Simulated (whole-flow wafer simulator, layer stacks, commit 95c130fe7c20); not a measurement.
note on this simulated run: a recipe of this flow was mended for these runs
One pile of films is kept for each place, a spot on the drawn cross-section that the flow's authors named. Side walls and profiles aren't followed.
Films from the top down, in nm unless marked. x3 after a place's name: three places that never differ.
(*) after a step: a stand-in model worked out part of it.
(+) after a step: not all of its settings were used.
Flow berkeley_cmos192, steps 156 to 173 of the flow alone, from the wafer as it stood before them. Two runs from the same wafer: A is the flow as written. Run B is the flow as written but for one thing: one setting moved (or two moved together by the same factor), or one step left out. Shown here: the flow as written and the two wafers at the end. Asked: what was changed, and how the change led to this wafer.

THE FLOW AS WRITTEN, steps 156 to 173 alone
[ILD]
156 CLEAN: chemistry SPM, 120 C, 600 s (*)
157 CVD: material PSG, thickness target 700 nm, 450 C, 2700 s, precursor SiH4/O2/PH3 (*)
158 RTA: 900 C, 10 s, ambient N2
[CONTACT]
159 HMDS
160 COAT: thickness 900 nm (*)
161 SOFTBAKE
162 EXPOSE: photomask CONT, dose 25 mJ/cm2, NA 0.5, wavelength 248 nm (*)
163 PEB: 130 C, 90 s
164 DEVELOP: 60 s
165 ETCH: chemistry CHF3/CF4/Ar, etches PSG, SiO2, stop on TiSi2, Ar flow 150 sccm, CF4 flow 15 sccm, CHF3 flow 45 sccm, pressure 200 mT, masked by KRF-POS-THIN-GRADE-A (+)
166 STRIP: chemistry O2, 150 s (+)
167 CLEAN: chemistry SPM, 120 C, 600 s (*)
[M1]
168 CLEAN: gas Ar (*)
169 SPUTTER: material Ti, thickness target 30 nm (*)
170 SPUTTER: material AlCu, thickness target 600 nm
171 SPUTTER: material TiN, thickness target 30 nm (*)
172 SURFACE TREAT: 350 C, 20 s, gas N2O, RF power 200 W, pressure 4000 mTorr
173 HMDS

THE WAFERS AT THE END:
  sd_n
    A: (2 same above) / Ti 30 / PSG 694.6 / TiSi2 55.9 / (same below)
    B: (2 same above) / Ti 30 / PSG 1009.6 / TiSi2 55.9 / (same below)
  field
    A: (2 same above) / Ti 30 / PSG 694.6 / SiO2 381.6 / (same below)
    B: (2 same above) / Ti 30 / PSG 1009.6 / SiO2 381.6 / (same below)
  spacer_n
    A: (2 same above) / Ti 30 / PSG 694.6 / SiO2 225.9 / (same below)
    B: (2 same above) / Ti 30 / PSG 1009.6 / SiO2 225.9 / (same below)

The cause: step 157, CVD: thickness target 1015 nm was run, where the flow has thickness target 700 nm; step 157, CVD: 3915 s was run, where the flow has 2700 s.

How the change led to this, step by step:
  157 CVD: material PSG, thickness target 700 nm, 450 C, 2700 s, precursor SiH4/O2/PH3 (*)
      field, sd_n, spacer_n, gate, spacer_p, gate_p, contact, m1: A PSG +700 (new film) | B PSG +1015 (new film)
      sd_p: A PSG +668 (new film) | B PSG +1015 (new film)
  160 COAT: thickness 900 nm (*)
      sd_p: A KrF-resist +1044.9 (new film) | B KrF-resist +1023.7 (new film)
  165 ETCH: chemistry CHF3/CF4/Ar, etches PSG, SiO2, stop on TiSi2, Ar flow 150 sccm, CF4 flow 15 sccm, CHF3 flow 45 sccm, pressure 200 mT, masked by KRF-POS-THIN-GRADE-A (+)
      field, sd_n, spacer_n, gate, sd_p, spacer_p, gate_p, m1: A KrF-resist -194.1 | B KrF-resist -272.8
      contact: A PSG -700 (all of it), TiSi2 -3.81 | B PSG -1015 (all of it), TiSi2 -3.81
  166 STRIP: chemistry O2, 150 s (+)
      field: A KrF-resist -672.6 (all of it) | B KrF-resist -597.4 (all of it)
      sd_n: A KrF-resist -784.4 (all of it) | B KrF-resist -708.5 (all of it)
      (and at 6 more places)
  169 SPUTTER: material Ti, thickness target 30 nm (*)
      sd_p: A Ti +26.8 (new film) | B Ti +27.4 (new film)
      contact: A Ti +21.1 (new film) | B Ti +17.8 (new film)
  170 SPUTTER: material AlCu, thickness target 600 nm
      sd_p: A AlCu +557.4 (new film) | B AlCu +571.3 (new film)
      contact: A AlCu +411.7 (new film) | B AlCu +341.3 (new film)
  171 SPUTTER: material TiN, thickness target 30 nm (*)
      sd_p: A TiN +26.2 (new film) | B TiN +27 (new film)
      contact: A TiN +16 (new film) | B TiN +12.4 (new film)
